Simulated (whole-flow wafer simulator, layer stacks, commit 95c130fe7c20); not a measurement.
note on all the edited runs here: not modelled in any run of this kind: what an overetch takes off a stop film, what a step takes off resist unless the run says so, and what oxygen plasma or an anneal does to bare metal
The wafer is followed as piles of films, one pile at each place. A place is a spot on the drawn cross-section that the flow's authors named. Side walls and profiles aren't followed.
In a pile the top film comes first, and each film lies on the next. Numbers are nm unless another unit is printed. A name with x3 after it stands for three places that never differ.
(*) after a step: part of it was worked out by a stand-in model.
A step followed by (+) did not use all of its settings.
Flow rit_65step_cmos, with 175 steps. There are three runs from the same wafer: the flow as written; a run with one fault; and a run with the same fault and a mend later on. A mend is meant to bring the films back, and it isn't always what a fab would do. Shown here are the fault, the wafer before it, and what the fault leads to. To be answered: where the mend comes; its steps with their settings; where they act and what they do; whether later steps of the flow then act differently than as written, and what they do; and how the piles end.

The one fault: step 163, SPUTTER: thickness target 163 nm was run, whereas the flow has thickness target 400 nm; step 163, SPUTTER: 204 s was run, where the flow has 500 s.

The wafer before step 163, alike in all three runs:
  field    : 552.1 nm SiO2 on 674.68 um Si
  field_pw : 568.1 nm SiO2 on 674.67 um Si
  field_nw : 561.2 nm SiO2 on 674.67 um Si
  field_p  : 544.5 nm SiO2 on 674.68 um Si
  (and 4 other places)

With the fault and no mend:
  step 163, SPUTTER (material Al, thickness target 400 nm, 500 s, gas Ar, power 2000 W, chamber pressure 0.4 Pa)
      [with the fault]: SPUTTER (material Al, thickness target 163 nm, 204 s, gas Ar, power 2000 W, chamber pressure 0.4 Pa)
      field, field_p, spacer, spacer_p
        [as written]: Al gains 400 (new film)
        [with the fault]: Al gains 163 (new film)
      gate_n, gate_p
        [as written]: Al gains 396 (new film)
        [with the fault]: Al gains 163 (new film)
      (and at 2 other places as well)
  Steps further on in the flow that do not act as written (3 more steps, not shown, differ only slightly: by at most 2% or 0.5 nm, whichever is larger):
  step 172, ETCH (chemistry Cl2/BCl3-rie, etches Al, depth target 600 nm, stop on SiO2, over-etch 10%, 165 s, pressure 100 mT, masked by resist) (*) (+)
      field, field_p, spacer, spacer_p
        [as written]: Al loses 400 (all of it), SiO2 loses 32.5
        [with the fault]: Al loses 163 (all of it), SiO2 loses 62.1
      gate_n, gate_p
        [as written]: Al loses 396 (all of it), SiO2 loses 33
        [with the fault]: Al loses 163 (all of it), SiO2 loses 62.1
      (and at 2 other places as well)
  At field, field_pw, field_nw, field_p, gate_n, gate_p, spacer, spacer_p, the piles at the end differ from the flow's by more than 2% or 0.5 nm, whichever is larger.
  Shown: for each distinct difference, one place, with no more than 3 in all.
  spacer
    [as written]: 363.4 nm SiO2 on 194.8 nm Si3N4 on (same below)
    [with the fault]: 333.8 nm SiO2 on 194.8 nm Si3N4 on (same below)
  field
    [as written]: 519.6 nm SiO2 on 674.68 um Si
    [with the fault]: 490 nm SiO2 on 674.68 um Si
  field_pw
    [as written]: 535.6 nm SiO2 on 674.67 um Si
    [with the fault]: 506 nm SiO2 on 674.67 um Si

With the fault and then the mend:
  The mend stands after step 164.
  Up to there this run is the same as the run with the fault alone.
  step 164a, ETCH (chemistry al pan, depth target 188.1 nm)
      field, field_p, gate_n, gate_p, spacer, spacer_p
        Al loses 163 (all of it)
      field_pw, field_nw
        Al loses 162.9 (all of it)
  step 164b, SPUTTER (material Al, thickness target 400 nm, 500 s, gas Ar, power 2000 W, chamber pressure 0.4 Pa) (a further turn of the flow's step 163)
      field, field_pw, field_p, spacer, spacer_p
        Al gains 400 (new film)
      gate_n, gate_p
        Al gains 396 (new film)
      field_nw
        Al gains 397.2 (new film)
  Every later step of the flow that is run acts as written at every place that is followed.
  The piles end the same as the flow's at every place that both follow.
